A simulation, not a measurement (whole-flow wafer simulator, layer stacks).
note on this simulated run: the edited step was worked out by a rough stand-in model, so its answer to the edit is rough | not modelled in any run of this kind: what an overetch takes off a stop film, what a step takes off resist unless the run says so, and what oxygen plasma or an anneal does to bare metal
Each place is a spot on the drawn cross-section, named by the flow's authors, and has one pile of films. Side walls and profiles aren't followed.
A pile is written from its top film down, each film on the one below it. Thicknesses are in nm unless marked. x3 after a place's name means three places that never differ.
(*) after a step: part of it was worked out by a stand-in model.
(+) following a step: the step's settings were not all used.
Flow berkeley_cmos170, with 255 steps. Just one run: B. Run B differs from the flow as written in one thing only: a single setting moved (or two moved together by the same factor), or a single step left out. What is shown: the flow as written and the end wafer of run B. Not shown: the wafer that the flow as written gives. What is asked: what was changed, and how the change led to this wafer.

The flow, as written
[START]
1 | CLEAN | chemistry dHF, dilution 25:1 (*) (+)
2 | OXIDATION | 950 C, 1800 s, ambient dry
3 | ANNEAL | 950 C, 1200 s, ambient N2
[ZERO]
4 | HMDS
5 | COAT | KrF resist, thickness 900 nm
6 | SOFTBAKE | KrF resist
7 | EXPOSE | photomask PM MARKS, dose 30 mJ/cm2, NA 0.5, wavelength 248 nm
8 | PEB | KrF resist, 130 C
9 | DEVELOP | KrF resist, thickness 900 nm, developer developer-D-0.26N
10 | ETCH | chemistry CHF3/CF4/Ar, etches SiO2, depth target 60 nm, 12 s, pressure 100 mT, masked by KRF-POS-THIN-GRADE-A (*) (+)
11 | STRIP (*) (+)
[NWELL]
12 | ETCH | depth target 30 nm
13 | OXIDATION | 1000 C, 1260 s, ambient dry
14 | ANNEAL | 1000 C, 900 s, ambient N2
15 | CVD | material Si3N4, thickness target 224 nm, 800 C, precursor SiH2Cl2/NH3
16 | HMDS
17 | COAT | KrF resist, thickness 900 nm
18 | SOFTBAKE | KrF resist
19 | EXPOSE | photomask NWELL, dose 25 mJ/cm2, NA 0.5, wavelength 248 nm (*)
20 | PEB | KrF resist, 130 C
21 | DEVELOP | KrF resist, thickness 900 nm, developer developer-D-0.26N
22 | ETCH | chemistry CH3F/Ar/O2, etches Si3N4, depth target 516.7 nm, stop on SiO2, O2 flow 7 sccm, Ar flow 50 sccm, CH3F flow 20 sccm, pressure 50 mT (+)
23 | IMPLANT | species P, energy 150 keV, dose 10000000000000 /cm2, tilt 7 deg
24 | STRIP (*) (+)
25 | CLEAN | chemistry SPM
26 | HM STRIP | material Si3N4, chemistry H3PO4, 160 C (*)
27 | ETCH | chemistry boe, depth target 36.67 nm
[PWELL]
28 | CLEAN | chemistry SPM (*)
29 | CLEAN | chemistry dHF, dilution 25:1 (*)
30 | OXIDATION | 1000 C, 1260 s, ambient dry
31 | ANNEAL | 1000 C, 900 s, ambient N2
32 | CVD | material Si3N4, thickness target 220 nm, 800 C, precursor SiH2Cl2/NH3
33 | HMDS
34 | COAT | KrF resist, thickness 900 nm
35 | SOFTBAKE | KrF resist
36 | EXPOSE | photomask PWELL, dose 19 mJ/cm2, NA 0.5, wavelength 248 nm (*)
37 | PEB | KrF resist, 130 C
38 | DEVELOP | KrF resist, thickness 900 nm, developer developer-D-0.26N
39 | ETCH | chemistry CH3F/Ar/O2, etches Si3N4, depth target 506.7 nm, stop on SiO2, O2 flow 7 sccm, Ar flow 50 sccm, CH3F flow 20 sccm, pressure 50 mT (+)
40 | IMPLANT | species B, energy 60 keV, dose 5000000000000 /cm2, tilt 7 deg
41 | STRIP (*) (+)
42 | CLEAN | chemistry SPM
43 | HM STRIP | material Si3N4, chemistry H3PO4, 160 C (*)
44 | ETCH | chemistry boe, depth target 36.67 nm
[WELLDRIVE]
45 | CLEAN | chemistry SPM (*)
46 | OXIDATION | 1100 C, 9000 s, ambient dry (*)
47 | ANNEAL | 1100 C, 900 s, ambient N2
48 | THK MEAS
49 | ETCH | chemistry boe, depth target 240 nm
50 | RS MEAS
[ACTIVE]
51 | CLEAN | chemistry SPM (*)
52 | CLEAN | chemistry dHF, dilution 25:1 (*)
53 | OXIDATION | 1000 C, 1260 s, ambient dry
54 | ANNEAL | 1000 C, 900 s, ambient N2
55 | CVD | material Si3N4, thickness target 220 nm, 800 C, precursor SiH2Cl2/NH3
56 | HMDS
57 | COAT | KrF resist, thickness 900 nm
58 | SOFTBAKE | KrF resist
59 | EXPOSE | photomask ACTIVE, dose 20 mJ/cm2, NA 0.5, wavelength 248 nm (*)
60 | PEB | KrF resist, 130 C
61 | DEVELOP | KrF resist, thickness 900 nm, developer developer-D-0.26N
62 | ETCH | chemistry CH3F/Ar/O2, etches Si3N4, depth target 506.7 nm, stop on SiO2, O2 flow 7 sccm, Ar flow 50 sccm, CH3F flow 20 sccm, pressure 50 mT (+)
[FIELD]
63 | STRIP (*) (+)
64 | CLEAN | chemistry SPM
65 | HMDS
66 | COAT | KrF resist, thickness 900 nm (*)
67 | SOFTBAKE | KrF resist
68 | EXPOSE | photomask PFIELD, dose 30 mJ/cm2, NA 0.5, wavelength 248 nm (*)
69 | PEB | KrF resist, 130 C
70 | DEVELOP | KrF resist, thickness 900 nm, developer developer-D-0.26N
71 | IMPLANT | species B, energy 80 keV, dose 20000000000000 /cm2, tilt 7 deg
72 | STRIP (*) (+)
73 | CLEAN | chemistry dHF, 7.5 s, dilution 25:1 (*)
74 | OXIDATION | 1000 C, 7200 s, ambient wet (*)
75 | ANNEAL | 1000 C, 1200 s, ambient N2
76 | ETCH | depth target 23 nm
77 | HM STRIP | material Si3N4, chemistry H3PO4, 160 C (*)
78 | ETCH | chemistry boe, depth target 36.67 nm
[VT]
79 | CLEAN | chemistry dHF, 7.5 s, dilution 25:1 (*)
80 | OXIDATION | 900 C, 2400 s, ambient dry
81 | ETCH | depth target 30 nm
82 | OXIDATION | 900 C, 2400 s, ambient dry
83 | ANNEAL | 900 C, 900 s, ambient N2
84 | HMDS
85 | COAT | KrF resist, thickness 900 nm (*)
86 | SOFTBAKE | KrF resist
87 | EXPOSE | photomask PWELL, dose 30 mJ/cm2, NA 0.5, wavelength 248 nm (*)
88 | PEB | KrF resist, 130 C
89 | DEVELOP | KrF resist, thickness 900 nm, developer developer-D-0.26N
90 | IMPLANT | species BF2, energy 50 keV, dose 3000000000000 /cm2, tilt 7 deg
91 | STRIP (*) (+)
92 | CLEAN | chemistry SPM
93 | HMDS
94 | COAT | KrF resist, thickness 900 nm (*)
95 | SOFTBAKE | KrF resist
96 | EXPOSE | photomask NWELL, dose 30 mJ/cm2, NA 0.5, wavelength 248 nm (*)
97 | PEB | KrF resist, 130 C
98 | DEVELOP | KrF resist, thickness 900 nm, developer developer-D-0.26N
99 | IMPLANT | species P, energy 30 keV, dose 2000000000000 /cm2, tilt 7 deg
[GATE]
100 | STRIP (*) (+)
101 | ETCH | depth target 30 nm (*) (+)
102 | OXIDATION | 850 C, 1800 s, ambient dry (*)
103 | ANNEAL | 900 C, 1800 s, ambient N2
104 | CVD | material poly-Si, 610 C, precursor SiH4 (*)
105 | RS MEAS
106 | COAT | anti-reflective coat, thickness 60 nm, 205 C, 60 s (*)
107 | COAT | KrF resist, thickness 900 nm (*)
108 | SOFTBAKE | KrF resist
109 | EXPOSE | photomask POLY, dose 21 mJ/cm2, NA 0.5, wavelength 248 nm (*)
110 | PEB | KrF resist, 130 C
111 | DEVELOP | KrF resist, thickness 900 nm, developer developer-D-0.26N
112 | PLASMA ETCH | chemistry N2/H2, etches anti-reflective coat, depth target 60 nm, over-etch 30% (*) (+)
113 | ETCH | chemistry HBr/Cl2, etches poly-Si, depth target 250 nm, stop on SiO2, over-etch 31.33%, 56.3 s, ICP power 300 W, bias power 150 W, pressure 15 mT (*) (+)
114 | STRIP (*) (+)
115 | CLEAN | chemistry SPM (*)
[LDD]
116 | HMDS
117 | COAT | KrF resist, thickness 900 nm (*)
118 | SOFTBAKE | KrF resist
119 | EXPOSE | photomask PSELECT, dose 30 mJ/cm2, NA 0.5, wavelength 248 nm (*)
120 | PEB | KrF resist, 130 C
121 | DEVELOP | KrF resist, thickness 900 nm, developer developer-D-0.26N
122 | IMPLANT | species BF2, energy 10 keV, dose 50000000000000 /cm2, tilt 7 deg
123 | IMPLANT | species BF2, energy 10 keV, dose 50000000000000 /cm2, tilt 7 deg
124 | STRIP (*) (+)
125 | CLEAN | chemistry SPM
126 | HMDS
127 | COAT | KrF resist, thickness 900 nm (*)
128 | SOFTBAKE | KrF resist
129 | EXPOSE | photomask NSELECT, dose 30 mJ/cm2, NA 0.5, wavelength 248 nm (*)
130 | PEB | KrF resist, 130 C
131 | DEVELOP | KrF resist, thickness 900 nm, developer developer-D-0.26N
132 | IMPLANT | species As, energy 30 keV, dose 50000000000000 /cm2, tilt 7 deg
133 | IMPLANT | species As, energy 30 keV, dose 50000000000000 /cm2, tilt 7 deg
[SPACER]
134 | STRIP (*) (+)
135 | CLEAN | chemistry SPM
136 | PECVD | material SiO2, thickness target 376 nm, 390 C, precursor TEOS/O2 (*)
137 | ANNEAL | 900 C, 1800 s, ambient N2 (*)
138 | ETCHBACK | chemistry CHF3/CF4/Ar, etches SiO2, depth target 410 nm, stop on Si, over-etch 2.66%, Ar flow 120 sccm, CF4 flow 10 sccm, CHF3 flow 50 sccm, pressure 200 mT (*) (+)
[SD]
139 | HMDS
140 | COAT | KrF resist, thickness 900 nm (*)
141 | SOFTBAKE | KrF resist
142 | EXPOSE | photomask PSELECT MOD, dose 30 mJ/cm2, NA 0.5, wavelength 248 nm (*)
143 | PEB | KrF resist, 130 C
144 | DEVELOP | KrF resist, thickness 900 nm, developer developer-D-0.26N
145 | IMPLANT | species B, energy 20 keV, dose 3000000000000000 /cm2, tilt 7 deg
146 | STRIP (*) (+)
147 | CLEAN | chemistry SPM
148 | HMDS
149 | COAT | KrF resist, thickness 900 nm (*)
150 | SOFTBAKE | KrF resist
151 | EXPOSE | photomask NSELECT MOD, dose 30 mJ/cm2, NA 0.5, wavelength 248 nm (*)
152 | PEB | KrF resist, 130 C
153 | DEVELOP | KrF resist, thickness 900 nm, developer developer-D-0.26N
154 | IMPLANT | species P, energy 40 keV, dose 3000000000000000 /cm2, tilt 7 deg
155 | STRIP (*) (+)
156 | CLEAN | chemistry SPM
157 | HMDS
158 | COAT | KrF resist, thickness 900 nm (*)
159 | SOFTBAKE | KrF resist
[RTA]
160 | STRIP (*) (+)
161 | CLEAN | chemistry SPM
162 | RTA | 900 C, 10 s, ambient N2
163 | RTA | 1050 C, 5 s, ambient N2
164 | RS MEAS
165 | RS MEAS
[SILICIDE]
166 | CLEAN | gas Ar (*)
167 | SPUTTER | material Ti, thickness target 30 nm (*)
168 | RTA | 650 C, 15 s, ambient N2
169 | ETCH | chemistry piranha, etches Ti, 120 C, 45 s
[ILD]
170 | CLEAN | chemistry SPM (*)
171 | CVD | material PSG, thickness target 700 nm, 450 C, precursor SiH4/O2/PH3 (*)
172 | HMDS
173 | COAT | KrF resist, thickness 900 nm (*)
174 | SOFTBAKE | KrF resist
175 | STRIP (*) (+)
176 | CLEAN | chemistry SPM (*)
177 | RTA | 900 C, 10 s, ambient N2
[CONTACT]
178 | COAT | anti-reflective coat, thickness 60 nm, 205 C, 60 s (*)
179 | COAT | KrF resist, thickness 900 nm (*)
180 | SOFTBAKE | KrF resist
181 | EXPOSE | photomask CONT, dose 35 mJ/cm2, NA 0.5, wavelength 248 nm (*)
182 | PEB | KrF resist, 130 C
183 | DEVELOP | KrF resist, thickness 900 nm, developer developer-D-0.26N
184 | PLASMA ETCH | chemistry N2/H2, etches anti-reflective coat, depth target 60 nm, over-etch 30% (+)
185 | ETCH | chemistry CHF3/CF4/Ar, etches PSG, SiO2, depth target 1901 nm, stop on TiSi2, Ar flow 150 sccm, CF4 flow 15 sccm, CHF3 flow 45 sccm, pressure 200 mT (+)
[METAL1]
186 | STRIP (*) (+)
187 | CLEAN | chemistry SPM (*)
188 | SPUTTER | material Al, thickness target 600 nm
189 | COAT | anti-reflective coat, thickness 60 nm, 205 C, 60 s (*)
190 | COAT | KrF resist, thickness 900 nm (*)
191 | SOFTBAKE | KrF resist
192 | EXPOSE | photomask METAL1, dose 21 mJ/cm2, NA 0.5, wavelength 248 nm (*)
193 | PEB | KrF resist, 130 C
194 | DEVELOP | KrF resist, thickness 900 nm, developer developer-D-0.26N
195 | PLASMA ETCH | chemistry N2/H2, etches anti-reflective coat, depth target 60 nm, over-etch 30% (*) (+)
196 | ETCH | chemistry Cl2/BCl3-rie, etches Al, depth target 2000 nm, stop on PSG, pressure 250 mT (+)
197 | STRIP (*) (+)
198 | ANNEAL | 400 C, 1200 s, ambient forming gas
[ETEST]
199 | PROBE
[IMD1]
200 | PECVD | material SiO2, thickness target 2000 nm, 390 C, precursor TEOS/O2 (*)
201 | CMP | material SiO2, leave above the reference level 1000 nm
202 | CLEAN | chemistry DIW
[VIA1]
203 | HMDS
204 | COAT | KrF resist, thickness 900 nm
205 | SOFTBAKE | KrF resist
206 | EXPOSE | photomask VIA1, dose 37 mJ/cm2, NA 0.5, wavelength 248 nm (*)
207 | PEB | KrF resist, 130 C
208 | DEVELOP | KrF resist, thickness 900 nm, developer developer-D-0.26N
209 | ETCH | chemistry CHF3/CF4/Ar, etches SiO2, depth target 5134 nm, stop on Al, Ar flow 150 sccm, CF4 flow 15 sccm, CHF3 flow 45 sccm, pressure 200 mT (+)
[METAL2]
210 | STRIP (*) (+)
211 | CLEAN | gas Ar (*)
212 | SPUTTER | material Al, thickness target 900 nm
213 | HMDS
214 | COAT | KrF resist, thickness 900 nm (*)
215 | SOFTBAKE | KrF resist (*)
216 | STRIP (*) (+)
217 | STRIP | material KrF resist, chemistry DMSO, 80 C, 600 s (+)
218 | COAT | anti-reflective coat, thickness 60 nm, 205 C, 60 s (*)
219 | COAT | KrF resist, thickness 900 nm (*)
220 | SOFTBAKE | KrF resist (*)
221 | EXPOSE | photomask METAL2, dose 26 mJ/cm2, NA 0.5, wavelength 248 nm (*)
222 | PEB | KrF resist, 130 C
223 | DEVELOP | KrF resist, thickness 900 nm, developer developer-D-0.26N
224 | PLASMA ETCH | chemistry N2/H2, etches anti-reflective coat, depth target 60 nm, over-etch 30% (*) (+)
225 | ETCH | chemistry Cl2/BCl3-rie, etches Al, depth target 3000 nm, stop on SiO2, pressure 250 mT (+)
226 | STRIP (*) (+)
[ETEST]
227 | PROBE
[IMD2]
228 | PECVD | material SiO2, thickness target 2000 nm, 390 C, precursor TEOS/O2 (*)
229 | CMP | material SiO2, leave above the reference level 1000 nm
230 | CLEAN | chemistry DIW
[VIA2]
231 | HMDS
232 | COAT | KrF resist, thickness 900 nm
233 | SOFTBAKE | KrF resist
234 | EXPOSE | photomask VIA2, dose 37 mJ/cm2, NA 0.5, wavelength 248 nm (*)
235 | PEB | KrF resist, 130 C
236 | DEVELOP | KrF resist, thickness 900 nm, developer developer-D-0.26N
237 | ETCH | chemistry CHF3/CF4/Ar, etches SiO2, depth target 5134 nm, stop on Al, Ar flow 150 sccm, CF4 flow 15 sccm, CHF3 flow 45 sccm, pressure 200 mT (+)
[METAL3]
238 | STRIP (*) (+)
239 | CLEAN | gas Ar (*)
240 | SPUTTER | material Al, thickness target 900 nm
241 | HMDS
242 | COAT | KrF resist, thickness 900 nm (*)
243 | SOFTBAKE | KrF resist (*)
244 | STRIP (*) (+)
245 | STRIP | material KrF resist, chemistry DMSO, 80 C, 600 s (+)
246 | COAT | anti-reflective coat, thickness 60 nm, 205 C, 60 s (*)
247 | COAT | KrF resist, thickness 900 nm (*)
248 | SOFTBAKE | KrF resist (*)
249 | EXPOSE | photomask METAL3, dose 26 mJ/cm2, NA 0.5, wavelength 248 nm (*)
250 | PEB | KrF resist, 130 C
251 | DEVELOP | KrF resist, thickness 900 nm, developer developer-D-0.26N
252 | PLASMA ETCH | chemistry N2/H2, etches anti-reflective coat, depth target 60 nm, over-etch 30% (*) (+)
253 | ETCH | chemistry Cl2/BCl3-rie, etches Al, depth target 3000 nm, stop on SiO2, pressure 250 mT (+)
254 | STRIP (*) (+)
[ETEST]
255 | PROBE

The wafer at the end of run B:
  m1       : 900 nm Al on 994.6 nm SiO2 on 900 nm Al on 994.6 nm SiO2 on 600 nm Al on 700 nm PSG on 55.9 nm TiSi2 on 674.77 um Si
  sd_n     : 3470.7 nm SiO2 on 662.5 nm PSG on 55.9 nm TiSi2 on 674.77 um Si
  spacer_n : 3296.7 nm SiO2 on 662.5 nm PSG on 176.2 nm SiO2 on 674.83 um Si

What caused this: step 46, OXIDATION: 1155 C was run, though the flow has 1100 C.

How this came from the change, step by step:
  46 | OXIDATION | 1100 C, 9000 s, ambient dry (*)
      field, sd_n, spacer_n and 9 more: SiO2 gains 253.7 (new film), chemical SiO2 loses 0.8 (all of it), Si loses 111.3 (it would be, as written: SiO2 gains 197.7 (new film), chemical SiO2 loses 0.8 (all of it), Si loses 86.6)
  49 | ETCH | chemistry boe, depth target 240 nm
      field, sd_n, spacer_n and 9 more: SiO2 loses 240 (it would be, as written: SiO2 loses 197.7 (all of it))
  51 | CLEAN | chemistry SPM (*)
      field, sd_n, spacer_n and 9 more: nothing (it would be, as written: chemical SiO2 gains 0.8 (new film), Si loses 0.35)
  52 | CLEAN | chemistry dHF, dilution 25:1 (*)
      field, sd_n, spacer_n and 9 more: SiO2 loses 13.7 (all of it) (it would be, as written: chemical SiO2 loses 0.8 (all of it))
